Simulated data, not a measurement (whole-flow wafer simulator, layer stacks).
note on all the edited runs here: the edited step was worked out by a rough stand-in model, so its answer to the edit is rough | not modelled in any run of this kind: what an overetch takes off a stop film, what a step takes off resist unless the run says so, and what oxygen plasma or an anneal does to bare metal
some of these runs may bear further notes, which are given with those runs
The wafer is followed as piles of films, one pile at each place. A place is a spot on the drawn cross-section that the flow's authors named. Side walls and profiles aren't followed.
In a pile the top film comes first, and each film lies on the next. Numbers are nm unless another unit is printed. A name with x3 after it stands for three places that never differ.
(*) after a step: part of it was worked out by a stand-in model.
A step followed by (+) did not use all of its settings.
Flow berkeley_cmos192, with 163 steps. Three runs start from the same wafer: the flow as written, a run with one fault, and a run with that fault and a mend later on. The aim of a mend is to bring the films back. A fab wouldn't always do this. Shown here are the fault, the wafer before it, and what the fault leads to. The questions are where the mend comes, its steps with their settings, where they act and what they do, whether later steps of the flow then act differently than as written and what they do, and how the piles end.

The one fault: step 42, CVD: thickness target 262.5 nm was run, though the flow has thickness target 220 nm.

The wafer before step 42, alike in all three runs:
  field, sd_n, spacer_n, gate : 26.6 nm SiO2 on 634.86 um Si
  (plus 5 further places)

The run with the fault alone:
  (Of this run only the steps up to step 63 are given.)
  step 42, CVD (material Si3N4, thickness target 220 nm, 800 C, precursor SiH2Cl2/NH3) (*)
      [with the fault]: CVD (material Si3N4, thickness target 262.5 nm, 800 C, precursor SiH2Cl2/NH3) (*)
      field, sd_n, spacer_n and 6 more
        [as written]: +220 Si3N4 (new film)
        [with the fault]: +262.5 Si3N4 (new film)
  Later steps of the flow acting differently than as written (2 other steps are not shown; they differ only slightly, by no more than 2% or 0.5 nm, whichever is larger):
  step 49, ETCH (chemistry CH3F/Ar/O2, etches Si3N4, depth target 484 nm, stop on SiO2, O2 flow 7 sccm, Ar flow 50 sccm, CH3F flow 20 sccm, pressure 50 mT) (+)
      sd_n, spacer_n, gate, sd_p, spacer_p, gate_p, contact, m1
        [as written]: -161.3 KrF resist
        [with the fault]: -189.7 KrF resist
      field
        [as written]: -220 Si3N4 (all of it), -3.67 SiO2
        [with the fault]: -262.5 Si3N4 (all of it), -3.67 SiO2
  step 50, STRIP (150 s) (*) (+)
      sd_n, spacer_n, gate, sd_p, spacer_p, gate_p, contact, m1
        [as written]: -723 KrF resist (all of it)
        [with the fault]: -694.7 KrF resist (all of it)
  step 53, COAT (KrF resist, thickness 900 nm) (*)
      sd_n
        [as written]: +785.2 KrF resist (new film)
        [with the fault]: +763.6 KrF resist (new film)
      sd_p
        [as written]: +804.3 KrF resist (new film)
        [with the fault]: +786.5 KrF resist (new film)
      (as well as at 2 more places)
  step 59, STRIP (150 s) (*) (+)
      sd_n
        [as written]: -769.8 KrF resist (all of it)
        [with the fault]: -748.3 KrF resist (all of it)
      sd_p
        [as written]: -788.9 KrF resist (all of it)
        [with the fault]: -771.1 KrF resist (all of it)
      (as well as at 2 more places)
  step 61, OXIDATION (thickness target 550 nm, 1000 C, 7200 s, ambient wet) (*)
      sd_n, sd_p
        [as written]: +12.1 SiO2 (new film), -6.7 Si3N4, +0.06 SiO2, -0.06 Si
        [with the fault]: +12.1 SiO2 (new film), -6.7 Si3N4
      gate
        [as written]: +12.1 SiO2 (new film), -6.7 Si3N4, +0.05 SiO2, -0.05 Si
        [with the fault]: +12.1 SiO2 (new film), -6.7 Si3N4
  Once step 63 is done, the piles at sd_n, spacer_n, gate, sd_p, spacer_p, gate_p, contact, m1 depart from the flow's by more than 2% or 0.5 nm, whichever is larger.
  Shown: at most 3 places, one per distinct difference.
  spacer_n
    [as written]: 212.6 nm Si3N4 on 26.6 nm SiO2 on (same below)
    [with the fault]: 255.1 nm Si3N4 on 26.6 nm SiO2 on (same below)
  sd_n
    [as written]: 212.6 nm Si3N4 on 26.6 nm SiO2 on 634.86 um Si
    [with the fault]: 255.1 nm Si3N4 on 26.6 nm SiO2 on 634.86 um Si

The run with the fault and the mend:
  The mend follows step 42.
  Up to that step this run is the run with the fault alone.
  step 42a, ETCH (chemistry h3po4, depth target 301.9 nm)
      field, sd_n, spacer_n and 6 more
        -262.5 Si3N4 (all of it)
  step 42b, CLEAN (chemistry SPM) (the flow's step 34 again)
      leaves every film unchanged at each place that is followed
  step 42c, CVD (material Si3N4, thickness target 220 nm, 800 C, precursor SiH2Cl2/NH3) (*) (the flow's step 42 again)
      field, sd_n, spacer_n and 6 more
        +220 Si3N4 (new film)
  Every later step of the flow that is run acts as written at every place that is followed.
  By the end, the piles equal the flow's at every place that both follow.
